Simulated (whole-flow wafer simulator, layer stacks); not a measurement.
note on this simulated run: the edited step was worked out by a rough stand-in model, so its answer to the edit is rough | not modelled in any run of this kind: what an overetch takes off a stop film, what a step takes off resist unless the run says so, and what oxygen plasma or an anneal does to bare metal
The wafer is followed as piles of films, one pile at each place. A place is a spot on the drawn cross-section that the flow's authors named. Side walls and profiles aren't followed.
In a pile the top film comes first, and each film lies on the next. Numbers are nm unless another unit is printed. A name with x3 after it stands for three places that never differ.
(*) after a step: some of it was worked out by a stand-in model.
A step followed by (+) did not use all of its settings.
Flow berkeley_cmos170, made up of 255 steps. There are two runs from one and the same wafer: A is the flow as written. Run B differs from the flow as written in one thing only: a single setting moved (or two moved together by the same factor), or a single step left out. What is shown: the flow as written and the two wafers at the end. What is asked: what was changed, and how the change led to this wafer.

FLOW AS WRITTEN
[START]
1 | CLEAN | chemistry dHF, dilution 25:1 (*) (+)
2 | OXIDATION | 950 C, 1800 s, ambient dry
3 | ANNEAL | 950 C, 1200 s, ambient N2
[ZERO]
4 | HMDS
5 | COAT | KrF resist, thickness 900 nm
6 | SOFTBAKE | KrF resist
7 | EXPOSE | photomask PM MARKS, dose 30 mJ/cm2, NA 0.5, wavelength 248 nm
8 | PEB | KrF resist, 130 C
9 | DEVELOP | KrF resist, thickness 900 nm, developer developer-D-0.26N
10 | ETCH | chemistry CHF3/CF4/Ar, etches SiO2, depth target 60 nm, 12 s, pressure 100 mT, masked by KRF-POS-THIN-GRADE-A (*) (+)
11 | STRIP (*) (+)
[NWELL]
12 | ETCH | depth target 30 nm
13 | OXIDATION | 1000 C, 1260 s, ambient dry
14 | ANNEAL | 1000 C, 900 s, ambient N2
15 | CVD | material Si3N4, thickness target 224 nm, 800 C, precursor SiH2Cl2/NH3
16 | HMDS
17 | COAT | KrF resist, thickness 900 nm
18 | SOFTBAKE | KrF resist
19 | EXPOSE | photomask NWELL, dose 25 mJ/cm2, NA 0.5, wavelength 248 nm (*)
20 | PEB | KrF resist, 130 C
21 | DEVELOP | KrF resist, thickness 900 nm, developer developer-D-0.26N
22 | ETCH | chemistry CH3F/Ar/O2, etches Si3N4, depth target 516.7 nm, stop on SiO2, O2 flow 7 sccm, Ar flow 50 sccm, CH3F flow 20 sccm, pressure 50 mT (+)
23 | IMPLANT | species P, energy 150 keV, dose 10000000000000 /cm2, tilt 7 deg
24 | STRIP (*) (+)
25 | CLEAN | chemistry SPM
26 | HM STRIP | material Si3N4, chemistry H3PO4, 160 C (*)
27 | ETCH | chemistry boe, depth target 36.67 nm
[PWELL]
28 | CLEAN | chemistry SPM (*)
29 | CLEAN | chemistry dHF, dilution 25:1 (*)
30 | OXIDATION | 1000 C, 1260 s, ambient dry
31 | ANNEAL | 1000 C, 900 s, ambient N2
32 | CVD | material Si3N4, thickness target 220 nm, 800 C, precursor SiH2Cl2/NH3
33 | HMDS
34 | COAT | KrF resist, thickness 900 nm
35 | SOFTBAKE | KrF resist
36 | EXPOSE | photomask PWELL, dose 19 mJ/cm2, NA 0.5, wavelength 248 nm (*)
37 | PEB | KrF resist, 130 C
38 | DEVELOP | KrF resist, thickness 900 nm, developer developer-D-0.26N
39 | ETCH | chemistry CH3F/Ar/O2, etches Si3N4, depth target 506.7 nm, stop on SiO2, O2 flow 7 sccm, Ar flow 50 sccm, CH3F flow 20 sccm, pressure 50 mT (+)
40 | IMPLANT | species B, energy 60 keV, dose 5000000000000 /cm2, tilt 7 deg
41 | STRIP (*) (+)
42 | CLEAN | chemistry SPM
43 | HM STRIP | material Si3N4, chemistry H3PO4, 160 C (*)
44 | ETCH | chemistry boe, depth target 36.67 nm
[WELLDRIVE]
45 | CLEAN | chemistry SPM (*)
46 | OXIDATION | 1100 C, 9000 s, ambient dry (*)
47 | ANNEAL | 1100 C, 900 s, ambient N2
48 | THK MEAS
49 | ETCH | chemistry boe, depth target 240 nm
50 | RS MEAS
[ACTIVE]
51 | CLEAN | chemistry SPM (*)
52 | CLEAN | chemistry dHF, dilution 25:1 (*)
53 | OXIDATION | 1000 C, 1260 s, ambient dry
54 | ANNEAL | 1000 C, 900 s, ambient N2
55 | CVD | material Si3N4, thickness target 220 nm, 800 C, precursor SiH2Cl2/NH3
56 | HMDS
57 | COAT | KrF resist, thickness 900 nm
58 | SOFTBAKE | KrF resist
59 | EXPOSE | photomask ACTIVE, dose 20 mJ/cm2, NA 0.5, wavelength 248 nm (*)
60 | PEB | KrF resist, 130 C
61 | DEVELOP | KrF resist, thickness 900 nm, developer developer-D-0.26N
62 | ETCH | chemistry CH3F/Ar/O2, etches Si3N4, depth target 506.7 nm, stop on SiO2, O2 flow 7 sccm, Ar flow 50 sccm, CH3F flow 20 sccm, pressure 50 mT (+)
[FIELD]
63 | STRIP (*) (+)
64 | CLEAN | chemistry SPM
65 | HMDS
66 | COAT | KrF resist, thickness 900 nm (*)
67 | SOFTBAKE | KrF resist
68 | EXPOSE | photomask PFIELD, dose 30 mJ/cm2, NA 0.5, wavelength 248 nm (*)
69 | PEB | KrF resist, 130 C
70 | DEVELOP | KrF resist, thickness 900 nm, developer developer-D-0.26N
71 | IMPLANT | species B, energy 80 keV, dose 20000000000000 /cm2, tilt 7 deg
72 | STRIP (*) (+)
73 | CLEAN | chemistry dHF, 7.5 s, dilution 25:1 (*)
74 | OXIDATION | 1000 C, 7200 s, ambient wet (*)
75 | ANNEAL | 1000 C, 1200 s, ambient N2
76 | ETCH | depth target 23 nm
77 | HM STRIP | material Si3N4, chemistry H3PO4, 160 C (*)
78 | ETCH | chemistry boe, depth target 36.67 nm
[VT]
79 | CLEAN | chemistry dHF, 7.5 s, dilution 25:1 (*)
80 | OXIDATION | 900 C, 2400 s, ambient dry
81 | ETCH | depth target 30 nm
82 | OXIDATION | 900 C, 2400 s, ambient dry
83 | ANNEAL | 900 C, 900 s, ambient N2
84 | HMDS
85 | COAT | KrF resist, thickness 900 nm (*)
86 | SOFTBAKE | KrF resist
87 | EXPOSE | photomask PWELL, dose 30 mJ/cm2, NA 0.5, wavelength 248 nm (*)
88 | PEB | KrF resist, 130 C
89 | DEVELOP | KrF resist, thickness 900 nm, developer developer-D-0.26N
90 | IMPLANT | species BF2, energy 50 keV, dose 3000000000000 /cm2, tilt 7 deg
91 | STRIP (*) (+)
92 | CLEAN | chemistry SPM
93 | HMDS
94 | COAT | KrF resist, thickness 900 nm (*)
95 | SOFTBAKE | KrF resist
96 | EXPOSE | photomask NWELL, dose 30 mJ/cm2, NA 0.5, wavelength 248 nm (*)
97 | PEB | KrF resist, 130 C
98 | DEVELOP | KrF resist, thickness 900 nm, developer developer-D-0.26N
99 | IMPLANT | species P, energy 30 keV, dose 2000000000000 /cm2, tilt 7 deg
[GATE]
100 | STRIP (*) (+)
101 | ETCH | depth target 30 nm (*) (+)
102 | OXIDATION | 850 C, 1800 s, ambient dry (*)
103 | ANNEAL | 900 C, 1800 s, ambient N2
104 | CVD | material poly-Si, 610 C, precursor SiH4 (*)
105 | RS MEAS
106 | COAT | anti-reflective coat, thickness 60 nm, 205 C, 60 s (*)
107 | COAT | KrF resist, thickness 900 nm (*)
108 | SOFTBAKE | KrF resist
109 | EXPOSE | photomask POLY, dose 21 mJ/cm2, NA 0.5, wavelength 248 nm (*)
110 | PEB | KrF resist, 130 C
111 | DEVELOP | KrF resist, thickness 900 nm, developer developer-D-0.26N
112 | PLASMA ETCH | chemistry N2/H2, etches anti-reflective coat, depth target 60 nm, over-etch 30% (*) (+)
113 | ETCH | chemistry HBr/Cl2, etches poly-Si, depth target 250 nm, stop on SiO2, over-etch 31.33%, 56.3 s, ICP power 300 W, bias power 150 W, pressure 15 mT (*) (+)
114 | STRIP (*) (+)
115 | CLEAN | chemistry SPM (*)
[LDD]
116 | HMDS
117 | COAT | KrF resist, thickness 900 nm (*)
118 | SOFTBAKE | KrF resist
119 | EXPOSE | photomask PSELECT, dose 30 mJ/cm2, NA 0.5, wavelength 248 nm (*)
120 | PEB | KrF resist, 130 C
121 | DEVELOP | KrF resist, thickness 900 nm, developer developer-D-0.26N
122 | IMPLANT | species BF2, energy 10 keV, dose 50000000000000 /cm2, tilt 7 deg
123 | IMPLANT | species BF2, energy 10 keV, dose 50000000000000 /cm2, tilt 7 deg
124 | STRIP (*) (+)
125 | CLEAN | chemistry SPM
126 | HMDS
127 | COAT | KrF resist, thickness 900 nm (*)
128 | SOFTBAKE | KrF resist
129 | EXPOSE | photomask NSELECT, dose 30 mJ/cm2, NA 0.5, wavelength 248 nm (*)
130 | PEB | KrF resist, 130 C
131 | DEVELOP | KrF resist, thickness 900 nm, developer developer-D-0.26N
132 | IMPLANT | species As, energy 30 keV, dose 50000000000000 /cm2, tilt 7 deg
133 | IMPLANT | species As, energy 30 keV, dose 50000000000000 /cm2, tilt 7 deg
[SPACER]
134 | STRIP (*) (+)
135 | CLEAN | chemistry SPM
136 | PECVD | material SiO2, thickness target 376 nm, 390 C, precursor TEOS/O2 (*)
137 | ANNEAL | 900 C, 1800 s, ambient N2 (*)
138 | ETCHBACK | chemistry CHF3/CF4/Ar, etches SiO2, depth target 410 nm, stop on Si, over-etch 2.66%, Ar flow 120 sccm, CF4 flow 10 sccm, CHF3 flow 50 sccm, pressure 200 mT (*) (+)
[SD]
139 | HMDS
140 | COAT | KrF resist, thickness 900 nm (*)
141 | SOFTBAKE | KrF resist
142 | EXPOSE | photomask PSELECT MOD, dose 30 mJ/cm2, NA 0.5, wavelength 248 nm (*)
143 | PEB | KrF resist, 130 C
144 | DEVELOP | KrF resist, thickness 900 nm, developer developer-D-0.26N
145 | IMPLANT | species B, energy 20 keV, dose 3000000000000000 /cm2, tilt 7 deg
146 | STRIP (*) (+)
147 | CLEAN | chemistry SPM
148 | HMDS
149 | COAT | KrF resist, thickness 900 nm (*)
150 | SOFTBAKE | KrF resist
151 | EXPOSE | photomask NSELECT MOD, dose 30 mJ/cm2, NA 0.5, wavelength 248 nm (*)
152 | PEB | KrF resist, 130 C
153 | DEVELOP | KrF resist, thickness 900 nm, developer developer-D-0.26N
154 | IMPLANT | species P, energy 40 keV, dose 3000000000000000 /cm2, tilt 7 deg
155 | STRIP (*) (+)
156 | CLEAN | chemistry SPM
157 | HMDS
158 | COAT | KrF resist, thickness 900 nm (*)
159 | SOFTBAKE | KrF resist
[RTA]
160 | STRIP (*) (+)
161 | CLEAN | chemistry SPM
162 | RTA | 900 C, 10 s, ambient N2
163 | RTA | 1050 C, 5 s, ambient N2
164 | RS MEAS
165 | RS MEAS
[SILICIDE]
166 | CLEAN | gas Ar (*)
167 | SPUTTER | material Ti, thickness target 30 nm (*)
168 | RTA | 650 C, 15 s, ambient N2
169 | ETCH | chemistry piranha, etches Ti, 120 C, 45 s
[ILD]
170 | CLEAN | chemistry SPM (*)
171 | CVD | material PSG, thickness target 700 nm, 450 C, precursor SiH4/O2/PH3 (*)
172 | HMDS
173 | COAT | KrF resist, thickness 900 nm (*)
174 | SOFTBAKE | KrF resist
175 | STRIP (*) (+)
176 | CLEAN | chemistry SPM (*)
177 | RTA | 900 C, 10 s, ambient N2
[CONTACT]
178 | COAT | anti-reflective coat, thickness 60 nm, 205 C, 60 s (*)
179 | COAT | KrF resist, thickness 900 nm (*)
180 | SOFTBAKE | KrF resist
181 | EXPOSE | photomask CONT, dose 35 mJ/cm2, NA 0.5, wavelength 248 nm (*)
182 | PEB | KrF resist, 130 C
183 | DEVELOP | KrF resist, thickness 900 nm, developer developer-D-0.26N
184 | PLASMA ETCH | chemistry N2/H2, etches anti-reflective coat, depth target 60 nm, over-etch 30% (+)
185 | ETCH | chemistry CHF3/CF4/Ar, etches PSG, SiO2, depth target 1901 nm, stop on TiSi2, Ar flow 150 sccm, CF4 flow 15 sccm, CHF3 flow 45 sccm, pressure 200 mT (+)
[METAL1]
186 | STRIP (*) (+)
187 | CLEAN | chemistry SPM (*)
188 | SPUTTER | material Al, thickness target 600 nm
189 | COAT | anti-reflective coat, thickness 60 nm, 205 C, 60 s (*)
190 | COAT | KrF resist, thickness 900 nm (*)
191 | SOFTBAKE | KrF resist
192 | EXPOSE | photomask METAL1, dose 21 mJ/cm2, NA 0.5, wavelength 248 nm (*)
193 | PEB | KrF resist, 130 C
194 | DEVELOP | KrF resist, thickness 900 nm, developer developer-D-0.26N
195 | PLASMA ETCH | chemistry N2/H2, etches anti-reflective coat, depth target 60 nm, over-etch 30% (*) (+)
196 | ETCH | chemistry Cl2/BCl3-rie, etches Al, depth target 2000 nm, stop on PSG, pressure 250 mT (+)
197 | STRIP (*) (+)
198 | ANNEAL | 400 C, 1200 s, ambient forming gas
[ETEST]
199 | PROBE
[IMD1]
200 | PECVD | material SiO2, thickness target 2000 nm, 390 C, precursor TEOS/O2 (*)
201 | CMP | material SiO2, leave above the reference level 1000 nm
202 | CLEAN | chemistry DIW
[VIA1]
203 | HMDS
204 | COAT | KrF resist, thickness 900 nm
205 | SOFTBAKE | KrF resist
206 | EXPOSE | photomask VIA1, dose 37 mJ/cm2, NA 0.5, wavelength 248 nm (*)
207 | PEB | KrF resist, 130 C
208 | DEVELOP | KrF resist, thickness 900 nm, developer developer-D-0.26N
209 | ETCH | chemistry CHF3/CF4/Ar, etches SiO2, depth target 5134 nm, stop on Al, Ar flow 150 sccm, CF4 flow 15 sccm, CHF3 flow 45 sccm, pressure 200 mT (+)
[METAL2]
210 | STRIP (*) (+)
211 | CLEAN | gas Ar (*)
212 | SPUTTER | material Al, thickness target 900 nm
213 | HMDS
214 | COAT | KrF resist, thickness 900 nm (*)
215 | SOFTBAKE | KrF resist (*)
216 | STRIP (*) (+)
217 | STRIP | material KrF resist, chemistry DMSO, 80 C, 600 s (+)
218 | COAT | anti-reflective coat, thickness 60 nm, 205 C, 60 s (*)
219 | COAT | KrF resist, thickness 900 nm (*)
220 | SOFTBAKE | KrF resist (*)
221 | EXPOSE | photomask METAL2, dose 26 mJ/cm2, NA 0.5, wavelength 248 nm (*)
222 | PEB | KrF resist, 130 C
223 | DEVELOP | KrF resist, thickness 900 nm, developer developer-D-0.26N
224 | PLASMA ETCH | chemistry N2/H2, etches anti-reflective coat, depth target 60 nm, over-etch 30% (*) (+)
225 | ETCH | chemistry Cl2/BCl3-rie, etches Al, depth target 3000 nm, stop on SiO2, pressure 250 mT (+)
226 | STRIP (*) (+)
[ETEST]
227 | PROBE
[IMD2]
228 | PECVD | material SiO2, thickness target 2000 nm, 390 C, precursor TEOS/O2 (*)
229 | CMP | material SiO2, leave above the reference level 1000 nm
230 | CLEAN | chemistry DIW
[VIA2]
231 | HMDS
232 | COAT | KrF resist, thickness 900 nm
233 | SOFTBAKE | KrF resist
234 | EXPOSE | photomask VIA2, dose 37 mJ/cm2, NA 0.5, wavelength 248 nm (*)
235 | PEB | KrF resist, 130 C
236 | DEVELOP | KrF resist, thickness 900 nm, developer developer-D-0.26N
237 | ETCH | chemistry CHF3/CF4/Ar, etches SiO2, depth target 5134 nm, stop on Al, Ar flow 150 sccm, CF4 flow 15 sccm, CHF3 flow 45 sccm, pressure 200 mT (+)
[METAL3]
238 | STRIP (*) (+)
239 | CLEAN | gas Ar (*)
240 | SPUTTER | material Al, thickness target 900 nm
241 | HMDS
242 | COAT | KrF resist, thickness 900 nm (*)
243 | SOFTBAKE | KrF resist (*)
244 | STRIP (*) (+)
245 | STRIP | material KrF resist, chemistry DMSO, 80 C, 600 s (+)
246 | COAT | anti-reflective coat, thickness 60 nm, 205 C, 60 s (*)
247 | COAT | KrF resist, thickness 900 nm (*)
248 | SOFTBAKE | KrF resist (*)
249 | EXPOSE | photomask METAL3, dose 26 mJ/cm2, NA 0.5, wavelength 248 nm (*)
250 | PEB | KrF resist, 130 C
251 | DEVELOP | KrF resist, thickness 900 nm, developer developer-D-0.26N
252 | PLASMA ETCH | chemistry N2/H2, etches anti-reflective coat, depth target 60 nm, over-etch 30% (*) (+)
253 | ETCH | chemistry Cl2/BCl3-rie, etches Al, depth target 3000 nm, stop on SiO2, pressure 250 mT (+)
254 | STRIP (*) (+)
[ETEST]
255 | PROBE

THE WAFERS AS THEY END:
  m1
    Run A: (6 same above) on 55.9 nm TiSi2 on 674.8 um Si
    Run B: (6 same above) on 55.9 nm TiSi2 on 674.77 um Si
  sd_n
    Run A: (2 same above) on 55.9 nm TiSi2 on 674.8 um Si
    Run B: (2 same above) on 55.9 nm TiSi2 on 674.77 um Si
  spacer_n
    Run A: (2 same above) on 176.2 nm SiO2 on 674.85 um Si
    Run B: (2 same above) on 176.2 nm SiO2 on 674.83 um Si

What caused this: step 46, OXIDATION: 13500 s was run, while the flow as written has 9000 s.

Step by step, how the change led to this:
  46 | OXIDATION | 1100 C, 9000 s, ambient dry (*)
      field, sd_n, spacer_n and 9 more: A SiO2 gains 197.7 (new film), chemical SiO2 loses 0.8 (all of it), Si loses 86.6 | B SiO2 gains 252.3 (new film), chemical SiO2 loses 0.8 (all of it), Si loses 110.7
  49 | ETCH | chemistry boe, depth target 240 nm
      field, sd_n, spacer_n and 9 more: A SiO2 loses 197.7 (all of it) | B SiO2 loses 240
  51 | CLEAN | chemistry SPM (*)
      field, sd_n, spacer_n and 9 more: A chemical SiO2 gains 0.8 (new film), Si loses 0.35 | B nothing
  52 | CLEAN | chemistry dHF, dilution 25:1 (*)
      field, sd_n, spacer_n and 9 more: A chemical SiO2 loses 0.8 (all of it) | B SiO2 loses 12.3 (all of it)
